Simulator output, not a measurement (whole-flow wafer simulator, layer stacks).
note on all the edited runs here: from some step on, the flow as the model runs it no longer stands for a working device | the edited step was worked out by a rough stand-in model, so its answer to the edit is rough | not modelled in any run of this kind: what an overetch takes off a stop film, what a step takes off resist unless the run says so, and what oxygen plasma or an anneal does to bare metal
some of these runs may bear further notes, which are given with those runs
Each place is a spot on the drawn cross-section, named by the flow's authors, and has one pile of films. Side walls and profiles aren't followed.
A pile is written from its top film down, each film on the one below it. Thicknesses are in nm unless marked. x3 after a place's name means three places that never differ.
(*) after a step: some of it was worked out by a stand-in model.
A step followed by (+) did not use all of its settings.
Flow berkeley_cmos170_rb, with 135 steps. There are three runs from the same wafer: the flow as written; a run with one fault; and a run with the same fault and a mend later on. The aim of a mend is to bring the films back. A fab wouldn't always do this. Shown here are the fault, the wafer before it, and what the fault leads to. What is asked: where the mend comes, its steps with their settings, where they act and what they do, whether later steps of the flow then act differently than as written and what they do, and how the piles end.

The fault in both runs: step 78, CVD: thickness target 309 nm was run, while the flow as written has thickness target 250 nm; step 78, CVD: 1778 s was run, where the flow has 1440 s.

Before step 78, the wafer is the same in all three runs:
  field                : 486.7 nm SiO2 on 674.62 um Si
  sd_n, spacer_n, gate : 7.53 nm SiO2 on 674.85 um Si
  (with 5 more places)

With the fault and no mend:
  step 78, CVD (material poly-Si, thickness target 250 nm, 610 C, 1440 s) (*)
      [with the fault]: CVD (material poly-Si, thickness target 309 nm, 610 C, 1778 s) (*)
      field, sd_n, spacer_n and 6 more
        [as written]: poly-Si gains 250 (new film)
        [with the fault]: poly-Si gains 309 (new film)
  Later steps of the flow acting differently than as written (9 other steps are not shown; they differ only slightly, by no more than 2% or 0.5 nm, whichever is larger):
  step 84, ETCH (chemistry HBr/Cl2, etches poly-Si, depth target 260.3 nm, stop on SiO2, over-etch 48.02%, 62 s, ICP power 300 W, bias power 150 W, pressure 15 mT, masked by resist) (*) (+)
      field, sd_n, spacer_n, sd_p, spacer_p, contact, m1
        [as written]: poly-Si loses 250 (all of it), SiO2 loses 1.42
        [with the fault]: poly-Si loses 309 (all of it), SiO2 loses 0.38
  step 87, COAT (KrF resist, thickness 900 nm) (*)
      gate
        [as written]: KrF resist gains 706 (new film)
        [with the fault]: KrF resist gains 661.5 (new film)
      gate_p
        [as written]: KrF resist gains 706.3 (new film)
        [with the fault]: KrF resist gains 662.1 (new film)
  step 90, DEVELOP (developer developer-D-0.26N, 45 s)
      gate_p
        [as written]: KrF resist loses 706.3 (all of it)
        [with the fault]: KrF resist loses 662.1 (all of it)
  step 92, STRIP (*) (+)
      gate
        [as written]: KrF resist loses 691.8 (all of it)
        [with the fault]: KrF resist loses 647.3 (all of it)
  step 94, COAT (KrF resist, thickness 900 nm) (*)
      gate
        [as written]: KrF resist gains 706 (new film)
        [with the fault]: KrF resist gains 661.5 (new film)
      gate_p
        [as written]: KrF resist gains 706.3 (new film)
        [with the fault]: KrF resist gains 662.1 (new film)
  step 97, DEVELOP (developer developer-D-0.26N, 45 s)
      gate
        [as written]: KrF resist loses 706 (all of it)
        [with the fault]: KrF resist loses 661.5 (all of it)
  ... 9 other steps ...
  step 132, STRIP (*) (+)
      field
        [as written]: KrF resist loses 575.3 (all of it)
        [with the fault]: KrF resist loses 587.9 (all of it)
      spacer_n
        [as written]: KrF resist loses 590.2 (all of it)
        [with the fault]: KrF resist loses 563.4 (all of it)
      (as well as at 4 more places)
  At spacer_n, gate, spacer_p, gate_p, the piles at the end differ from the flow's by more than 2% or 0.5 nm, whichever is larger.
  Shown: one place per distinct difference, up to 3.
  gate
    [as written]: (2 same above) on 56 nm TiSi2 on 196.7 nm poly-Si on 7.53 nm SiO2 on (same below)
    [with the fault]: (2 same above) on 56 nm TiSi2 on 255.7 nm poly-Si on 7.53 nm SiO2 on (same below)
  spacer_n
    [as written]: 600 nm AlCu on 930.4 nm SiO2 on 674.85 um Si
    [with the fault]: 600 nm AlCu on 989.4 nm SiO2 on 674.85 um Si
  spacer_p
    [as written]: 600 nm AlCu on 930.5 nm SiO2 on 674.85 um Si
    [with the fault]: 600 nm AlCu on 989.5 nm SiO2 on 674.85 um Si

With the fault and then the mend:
  The mend stands after step 78.
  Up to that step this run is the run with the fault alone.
  step 78a, ETCH (chemistry tmah, depth target 59 nm)
      field, sd_n, spacer_n and 6 more
        poly-Si loses 59
  Later steps of the flow that are run all act as written at every place that is followed.
  The piles end the same as the flow's at every place that both follow.
